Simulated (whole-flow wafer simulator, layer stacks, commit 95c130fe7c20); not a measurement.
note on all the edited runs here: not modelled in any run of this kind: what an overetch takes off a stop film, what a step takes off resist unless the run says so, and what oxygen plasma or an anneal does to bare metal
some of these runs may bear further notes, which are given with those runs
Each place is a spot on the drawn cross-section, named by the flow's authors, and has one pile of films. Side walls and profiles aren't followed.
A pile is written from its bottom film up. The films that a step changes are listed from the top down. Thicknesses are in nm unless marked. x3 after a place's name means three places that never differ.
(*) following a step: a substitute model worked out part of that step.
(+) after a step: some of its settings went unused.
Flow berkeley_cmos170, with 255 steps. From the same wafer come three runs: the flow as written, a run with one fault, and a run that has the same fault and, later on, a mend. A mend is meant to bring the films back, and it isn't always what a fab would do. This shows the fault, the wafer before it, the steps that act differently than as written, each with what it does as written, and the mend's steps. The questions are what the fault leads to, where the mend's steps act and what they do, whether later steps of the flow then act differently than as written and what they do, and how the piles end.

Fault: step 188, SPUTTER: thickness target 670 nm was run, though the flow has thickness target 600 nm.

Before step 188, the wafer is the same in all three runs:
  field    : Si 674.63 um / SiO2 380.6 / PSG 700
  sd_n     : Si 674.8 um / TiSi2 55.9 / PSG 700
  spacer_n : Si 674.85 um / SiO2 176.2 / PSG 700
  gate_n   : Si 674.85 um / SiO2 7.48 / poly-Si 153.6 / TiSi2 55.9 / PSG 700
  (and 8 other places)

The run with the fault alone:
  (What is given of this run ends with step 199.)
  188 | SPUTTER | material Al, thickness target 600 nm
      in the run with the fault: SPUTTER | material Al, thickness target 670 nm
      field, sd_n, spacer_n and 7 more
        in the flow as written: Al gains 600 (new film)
        in the run with the fault: Al gains 670 (new film)
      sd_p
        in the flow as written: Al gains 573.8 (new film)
        in the run with the fault: Al gains 643.2 (new film)
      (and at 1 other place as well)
  Steps further on in the flow that do not act as written (3 more steps, not shown, differ only slightly: by at most 2% or 0.5 nm, whichever is larger):
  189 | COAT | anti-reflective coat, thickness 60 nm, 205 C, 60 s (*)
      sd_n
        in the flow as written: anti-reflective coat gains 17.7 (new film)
        in the run with the fault: anti-reflective coat gains 19.7 (new film)
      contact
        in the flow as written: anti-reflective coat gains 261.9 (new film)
        in the run with the fault: anti-reflective coat gains 270.5 (new film)
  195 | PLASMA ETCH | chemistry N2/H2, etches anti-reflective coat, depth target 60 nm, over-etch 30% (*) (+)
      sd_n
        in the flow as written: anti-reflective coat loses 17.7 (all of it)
        in the run with the fault: anti-reflective coat loses 19.7 (all of it)
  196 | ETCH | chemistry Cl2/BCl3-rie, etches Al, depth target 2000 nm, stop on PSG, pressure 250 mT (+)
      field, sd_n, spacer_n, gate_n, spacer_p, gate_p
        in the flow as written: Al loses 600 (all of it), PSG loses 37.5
        in the run with the fault: Al loses 670 (all of it), PSG loses 37.5
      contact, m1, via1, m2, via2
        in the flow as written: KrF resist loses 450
        in the run with the fault: KrF resist loses 485
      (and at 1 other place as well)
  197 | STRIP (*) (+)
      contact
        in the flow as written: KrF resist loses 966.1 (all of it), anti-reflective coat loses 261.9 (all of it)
        in the run with the fault: KrF resist loses 920.1 (all of it), anti-reflective coat loses 270.5 (all of it)
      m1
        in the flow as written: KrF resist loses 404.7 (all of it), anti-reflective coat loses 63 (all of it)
        in the run with the fault: KrF resist loses 366.2 (all of it), anti-reflective coat loses 63 (all of it)
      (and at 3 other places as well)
  The piles after step 199 differ from the flow's at contact, m1, via1, m2, via2 by more than 2% or 0.5 nm, whichever is larger.
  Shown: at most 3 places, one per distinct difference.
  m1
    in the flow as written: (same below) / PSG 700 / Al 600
    in the run with the fault: (same below) / PSG 700 / Al 670
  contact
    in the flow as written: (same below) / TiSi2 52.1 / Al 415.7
    in the run with the fault: (same below) / TiSi2 52.1 / Al 461.7

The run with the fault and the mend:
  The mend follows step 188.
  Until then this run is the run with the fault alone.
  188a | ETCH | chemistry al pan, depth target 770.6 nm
      field, sd_n, spacer_n and 7 more
        Al loses 670 (all of it)
      sd_p
        Al loses 643.2 (all of it)
      contact
        Al loses 461.7 (all of it)
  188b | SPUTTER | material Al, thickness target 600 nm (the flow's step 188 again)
      field, sd_n, spacer_n and 7 more
        Al gains 600 (new film)
      sd_p
        Al gains 573.8 (new film)
      contact
        Al gains 415.7 (new film)
  Every later step of the flow that is run acts as written at every place that is followed.
  At every place that both follow, the piles at the end match the flow's.
